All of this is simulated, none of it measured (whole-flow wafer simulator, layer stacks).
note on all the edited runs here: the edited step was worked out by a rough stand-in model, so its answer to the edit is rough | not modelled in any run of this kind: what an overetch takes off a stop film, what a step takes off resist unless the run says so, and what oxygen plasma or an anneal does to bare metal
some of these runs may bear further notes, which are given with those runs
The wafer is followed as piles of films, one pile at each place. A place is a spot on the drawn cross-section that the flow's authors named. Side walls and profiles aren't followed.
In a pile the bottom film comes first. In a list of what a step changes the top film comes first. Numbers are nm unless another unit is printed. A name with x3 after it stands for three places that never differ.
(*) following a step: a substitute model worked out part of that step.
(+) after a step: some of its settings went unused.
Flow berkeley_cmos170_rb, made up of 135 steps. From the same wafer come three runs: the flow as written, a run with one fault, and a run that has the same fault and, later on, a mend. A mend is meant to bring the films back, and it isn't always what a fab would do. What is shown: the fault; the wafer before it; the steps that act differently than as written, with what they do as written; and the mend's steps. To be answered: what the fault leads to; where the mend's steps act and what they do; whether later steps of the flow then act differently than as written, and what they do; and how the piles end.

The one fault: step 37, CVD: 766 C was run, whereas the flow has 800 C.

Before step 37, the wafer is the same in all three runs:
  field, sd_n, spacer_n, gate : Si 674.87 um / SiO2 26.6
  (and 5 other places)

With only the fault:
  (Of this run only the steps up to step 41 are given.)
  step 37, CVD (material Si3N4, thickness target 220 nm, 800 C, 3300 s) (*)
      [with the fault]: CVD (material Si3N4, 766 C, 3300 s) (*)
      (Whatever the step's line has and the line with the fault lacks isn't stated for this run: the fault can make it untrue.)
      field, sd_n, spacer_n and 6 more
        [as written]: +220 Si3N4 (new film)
        [with the fault]: +131.2 Si3N4 (new film)
  Later steps of the flow up to step 41 that are run all act as written at every place that is followed.
  Once step 41 is done, the piles at field, sd_n, spacer_n and 6 more depart from the flow's by more than 2% or 0.5 nm, whichever is larger.
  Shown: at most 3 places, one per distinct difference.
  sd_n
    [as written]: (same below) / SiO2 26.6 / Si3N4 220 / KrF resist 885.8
    [with the fault]: (same below) / SiO2 26.6 / Si3N4 131.2 / KrF resist 885.8
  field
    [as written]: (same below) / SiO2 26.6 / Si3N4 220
    [with the fault]: (same below) / SiO2 26.6 / Si3N4 131.2

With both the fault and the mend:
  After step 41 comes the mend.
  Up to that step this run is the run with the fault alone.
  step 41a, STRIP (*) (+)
      sd_n, spacer_n, gate, sd_p, spacer_p, gate_p, contact, m1
        -885.8 KrF resist (all of it)
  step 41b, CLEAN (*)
      alters no film at any place that is followed
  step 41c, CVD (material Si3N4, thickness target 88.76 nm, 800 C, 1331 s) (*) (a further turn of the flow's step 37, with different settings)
      field, sd_n, spacer_n and 6 more
        +88.8 Si3N4
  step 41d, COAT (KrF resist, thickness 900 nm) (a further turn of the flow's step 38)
      field, sd_n, spacer_n and 6 more
        +900 KrF resist (new film)
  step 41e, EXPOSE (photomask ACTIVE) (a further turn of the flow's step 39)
      alters no film at any place that is followed
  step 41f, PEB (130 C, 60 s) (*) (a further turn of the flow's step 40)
      alters no film at any place that is followed
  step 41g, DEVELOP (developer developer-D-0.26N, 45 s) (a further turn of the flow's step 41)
      sd_n, spacer_n, gate, sd_p, spacer_p, gate_p, contact, m1
        -14.2 KrF resist
      field
        -900 KrF resist (all of it)
  Later steps of the flow that are run all act as written at every place that is followed.
  The piles end the same as the flow's at every place that both follow.
